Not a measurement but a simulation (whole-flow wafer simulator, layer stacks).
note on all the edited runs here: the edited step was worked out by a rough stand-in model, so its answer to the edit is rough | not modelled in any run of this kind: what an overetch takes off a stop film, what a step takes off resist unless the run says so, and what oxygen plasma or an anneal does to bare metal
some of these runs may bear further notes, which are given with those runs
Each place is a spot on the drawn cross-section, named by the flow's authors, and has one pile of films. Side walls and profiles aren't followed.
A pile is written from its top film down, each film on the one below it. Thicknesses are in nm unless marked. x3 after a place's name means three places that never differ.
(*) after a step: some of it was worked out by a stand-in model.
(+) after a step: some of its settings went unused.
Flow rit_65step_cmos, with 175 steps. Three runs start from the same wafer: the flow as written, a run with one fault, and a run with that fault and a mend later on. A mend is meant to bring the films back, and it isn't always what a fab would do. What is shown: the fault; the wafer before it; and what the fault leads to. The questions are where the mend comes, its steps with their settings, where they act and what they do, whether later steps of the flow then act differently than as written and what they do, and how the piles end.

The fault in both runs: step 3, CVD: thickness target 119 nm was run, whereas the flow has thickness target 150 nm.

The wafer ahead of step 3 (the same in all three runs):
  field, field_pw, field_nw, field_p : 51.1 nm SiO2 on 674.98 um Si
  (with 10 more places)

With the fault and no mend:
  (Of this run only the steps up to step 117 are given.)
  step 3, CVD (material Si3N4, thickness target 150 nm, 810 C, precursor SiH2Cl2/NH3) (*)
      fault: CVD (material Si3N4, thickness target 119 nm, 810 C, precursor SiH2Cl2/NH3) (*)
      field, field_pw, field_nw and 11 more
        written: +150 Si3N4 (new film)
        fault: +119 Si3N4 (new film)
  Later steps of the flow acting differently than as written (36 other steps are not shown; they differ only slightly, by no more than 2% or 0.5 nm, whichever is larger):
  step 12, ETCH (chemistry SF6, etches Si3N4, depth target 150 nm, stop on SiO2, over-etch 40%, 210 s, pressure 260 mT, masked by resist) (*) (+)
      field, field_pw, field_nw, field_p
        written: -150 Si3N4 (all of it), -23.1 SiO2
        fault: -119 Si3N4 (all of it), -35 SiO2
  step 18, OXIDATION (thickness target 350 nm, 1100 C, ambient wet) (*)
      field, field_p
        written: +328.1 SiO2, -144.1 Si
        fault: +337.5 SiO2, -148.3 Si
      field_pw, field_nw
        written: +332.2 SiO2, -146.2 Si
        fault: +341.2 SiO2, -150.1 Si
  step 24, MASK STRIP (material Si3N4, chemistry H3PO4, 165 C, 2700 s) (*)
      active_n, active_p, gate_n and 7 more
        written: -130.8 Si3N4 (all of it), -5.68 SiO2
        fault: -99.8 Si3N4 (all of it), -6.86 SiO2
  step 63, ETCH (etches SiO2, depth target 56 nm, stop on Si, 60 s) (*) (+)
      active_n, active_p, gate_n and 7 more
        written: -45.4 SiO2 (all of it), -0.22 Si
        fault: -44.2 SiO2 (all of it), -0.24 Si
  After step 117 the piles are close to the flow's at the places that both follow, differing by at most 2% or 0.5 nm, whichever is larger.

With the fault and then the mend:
  The mend follows step 11.
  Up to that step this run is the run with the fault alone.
  step 11a, STRIP (resist, chemistry O2, 180 s) (*)
      active_n, active_p, gate_n and 7 more
        -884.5 resist (all of it)
  step 11b, CLEAN (chemistry SC2, 75 C, 600 s)
      alters no film at any place that is followed
  step 11c, CVD (material Si3N4, thickness target 31 nm, 810 C, precursor SiH2Cl2/NH3) (*) (the flow's step 3, run once more with other settings)
      field, field_pw, field_nw and 11 more
        +31 Si3N4
  step 11d, HMDS (140 C, 60 s) (the flow's step 5, run once more)
      alters no film at any place that is followed
  step 11e, COAT (resist, thickness 1000 nm) (the flow's step 6, run once more)
      field, field_pw, field_nw and 11 more
        +1000 resist (new film)
  step 11f, SOFTBAKE (resist, 90 C, 60 s) (the flow's step 7, run once more)
      alters no film at any place that is followed
  step 11g, EXPOSE (photomask M1, dose 225 mJ/cm2, NA 0.6, wavelength 365 nm) (the flow's step 8, run once more)
      alters no film at any place that is followed
  step 11h, PEB (resist, 110 C, 60 s) (the flow's step 9, run once more)
      field, field_pw, field_nw and 11 more
        -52 resist
  step 11i, DEVELOP (resist, thickness 1000 nm, 50 s) (the flow's step 10, run once more)
      field, field_pw, field_nw, field_p
        -948 resist (all of it)
  step 11j, HARDBAKE (resist, 140 C, 60 s) (the flow's step 11, run once more)
      active_n, active_p, gate_n and 7 more
        -63.5 resist
  None of the later steps of the flow acts differently than as written at any place that is followed.
  The piles end the same as the flow's at every place that both follow.
